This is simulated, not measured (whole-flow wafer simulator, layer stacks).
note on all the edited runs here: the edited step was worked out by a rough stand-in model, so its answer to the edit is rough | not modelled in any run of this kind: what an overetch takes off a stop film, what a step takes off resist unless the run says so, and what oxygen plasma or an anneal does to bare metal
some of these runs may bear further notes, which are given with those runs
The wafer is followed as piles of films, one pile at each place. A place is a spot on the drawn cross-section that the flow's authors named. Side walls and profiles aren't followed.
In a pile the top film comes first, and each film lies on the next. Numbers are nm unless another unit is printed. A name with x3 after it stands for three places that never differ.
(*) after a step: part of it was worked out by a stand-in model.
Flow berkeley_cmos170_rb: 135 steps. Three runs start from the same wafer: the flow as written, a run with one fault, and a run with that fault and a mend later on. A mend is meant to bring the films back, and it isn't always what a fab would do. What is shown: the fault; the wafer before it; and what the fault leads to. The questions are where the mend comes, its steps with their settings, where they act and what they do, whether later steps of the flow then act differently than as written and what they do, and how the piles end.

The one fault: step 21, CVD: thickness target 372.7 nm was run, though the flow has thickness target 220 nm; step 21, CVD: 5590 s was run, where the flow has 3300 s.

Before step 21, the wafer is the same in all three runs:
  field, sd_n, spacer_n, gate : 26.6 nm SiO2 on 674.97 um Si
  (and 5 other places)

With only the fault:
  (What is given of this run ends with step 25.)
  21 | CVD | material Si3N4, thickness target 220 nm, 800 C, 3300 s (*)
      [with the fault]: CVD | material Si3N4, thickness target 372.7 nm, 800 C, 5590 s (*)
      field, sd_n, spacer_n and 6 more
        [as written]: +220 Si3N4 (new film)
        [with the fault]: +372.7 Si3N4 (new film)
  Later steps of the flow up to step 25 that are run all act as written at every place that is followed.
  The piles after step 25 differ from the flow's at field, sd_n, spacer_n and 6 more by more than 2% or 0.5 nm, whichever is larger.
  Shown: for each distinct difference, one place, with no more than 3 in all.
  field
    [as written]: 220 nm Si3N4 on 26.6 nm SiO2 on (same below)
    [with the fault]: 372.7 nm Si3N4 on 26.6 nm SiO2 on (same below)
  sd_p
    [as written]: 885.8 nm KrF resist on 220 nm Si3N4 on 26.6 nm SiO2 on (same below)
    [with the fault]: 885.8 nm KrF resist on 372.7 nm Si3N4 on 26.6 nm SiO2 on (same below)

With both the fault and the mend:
  The mend stands after step 21.
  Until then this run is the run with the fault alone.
  21a | ETCH | chemistry h3po4, depth target 428.1 nm (the flow's step 16, run once more with other settings)
      field, sd_n, spacer_n and 6 more
        -372.7 Si3N4 (all of it)
  21b | CLEAN (*) (the flow's step 18, run once more)
      leaves every film unchanged at each place that is followed
  21c | CVD | material Si3N4, thickness target 220 nm, 800 C, 3300 s (*) (the flow's step 21, run once more)
      field, sd_n, spacer_n and 6 more
        +220 Si3N4 (new film)
  Later steps of the flow that are run all act as written at every place that is followed.
  At every place that both follow, the piles at the end match the flow's.
